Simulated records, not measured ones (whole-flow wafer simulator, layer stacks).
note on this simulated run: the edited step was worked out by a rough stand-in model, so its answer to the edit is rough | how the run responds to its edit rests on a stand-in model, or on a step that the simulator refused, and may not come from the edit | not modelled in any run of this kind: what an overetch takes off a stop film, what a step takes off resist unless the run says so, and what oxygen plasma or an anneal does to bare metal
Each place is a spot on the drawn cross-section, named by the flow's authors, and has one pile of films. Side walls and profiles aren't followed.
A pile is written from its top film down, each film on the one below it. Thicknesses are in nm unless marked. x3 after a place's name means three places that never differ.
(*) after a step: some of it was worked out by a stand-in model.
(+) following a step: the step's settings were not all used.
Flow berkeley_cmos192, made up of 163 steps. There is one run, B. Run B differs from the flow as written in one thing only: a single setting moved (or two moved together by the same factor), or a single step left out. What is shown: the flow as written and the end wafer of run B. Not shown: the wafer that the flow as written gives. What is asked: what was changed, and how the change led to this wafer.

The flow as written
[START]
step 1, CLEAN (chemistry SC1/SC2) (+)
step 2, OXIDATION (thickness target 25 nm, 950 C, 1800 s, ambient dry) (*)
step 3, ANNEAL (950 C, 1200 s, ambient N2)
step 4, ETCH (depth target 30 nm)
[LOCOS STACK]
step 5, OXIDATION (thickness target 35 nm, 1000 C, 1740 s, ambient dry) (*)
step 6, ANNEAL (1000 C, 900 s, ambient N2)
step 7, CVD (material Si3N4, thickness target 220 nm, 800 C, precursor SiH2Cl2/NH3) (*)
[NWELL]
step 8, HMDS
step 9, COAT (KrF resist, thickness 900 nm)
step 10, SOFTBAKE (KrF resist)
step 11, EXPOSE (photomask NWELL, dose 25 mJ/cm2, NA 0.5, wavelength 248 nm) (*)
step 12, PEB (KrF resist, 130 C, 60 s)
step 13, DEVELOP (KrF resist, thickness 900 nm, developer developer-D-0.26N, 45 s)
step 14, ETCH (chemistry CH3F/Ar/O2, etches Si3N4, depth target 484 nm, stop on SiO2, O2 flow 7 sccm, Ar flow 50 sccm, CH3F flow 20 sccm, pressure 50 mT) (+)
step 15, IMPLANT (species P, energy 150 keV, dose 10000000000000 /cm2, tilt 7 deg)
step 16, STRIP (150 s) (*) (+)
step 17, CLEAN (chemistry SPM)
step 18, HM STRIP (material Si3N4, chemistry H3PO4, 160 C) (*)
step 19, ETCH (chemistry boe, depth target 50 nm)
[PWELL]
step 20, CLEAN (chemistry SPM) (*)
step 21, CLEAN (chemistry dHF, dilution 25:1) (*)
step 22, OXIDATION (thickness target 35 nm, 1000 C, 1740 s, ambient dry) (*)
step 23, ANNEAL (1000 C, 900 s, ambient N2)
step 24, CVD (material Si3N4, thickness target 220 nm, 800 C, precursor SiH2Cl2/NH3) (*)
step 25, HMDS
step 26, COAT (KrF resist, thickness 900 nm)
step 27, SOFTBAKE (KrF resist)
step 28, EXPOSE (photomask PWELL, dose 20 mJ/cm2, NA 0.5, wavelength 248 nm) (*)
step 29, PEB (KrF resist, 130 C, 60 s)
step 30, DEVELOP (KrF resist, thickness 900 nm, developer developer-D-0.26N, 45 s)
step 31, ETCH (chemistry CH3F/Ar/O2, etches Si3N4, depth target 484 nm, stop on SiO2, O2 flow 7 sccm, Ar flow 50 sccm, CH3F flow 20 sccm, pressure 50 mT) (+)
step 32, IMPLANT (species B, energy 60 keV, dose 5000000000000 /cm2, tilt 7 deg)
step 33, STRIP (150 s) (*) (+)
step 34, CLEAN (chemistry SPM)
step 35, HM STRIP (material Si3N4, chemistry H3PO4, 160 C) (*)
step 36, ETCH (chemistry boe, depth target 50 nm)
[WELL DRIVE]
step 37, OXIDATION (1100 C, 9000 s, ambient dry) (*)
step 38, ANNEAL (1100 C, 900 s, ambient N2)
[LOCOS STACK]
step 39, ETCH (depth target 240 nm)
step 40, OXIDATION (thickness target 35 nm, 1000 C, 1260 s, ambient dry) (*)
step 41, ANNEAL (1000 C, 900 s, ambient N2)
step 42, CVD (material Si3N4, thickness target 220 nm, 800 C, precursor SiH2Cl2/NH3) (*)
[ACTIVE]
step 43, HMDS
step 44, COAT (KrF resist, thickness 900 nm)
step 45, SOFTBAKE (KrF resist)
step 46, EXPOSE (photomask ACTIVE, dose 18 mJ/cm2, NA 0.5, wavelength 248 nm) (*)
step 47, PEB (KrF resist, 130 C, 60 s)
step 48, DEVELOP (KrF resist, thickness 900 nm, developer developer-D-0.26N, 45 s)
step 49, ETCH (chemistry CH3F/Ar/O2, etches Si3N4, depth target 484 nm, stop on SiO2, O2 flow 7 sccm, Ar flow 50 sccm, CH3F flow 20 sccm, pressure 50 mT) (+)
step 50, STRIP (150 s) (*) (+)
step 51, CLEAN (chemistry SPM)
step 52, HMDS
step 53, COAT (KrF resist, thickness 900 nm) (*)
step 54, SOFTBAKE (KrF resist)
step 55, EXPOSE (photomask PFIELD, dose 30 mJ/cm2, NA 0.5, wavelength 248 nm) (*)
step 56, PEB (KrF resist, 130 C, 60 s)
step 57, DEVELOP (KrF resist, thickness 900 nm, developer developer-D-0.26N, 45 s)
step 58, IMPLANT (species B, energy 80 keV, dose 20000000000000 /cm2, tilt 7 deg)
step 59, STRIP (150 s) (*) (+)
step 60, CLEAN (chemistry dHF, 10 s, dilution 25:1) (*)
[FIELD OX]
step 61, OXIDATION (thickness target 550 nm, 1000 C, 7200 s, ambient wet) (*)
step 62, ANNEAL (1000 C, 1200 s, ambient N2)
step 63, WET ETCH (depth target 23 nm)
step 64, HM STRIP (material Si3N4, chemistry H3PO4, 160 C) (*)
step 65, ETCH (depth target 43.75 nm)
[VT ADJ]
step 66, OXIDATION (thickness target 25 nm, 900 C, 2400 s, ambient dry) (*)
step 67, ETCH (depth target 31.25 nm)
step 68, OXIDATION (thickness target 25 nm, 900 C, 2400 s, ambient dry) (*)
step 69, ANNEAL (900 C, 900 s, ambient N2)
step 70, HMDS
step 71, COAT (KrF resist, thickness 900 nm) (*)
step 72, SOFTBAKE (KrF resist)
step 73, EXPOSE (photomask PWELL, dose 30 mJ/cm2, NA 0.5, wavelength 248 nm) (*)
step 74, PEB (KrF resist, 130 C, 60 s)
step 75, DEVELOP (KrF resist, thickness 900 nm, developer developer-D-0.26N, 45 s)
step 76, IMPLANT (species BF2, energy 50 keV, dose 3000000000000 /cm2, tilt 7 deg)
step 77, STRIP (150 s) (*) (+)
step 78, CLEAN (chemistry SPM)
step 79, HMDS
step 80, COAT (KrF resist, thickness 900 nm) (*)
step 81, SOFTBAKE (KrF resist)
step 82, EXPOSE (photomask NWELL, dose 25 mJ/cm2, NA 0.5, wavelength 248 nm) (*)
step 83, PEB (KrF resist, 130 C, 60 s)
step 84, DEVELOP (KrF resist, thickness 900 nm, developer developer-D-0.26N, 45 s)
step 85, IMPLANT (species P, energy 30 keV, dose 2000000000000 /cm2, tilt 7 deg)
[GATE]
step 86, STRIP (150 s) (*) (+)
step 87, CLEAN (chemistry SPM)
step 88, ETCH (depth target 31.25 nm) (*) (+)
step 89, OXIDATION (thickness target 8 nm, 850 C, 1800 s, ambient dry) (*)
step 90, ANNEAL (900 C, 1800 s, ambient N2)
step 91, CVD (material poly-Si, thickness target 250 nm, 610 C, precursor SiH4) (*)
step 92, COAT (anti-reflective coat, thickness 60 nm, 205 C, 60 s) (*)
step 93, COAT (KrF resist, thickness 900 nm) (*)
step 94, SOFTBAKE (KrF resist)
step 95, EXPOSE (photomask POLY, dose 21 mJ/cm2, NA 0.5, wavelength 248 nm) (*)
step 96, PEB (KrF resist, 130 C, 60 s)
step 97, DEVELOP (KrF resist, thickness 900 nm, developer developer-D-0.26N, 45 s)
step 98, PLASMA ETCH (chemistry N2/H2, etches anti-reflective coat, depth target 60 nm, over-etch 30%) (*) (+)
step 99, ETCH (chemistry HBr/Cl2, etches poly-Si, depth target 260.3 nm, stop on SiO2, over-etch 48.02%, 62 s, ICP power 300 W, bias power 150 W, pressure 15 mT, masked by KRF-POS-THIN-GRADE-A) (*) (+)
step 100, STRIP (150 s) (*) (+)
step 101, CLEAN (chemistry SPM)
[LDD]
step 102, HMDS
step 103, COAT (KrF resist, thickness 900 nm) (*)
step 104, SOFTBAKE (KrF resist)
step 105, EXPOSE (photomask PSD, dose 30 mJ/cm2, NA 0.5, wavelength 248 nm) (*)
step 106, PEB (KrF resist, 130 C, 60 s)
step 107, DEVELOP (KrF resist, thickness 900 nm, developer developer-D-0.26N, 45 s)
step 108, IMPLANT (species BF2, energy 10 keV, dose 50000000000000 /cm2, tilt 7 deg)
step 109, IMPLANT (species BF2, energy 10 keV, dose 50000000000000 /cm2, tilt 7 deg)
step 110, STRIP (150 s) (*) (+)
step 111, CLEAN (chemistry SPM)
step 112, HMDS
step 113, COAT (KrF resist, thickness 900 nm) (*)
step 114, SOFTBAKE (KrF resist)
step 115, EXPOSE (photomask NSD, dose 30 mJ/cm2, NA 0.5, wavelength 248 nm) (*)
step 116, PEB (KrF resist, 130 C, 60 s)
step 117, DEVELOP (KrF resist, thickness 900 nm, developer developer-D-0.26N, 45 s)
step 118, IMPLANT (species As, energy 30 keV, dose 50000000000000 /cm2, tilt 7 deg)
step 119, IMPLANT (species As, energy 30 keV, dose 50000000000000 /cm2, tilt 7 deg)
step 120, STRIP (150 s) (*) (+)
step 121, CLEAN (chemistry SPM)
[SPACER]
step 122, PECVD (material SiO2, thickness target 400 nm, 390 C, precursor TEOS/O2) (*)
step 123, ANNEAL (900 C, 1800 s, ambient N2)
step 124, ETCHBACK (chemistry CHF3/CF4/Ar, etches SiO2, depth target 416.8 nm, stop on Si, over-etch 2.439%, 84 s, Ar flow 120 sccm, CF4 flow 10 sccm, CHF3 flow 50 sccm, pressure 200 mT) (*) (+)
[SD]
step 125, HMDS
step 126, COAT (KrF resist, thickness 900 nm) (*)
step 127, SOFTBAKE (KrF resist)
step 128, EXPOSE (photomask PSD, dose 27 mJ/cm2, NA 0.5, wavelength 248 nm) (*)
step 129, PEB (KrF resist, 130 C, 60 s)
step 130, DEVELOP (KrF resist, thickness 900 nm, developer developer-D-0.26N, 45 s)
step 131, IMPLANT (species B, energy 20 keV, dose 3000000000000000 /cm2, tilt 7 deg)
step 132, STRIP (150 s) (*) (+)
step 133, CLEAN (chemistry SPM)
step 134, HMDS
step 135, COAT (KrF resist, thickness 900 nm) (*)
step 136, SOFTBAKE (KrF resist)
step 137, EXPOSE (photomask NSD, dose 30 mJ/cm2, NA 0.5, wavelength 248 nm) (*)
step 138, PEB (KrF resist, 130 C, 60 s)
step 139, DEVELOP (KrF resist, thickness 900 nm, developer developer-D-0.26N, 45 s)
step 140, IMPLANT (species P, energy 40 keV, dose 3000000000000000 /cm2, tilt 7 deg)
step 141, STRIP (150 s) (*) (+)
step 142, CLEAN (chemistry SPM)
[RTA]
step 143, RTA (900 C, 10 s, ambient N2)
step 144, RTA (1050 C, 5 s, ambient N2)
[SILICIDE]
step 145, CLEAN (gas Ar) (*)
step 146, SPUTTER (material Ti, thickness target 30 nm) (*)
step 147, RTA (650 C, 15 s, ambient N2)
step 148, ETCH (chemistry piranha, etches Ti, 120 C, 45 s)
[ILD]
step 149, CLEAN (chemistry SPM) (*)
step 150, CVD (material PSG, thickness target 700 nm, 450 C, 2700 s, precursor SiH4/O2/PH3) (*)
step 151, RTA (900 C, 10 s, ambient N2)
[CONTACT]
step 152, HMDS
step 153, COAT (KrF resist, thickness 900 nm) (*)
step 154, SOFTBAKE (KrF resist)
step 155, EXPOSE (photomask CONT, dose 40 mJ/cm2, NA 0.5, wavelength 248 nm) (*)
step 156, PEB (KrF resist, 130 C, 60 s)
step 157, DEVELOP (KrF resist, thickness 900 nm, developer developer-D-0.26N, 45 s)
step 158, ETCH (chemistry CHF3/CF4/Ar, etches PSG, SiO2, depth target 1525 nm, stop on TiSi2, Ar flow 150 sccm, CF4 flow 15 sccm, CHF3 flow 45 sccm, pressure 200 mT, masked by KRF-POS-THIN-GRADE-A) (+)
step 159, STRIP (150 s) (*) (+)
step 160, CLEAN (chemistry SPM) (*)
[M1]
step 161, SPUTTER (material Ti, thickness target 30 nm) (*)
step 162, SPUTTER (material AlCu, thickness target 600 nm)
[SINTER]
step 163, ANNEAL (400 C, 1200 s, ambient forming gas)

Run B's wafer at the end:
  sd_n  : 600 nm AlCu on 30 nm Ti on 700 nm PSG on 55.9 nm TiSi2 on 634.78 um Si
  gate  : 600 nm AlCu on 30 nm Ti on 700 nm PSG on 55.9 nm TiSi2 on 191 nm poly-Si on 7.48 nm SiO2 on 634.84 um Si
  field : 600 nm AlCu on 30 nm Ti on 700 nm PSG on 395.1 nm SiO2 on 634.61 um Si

What caused this: step 5, OXIDATION: 1069 C was run, while the flow as written has 1000 C.

How this came from the change, step by step:
  step 5, OXIDATION (thickness target 35 nm, 1000 C, 1740 s, ambient dry) (*)
      field, sd_n, spacer_n and 6 more: SiO2 gains 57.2 (new film), Si loses 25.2 (as written it would have been: SiO2 gains 31.6 (new film), Si loses 13.9)
  step 19, ETCH (chemistry boe, depth target 50 nm)
      field, sd_n, spacer_n, gate, contact, m1: SiO2 loses 50 (as written it would have been: SiO2 loses 29.6 (all of it))
      sd_p, spacer_p, gate_p: SiO2 loses 44.1 (all of it) (as written it would have been: SiO2 loses 18.5 (all of it))
  step 20, CLEAN (chemistry SPM) (*)
      field, sd_n, spacer_n, gate, contact, m1: nothing (as written it would have been: chemical SiO2 gains 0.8 (new film), Si loses 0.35)
  step 21, CLEAN (chemistry dHF, dilution 25:1) (*)
      field, sd_n, spacer_n, gate, contact, m1: SiO2 loses 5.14 (all of it) (as written it would have been: chemical SiO2 loses 0.8 (all of it))
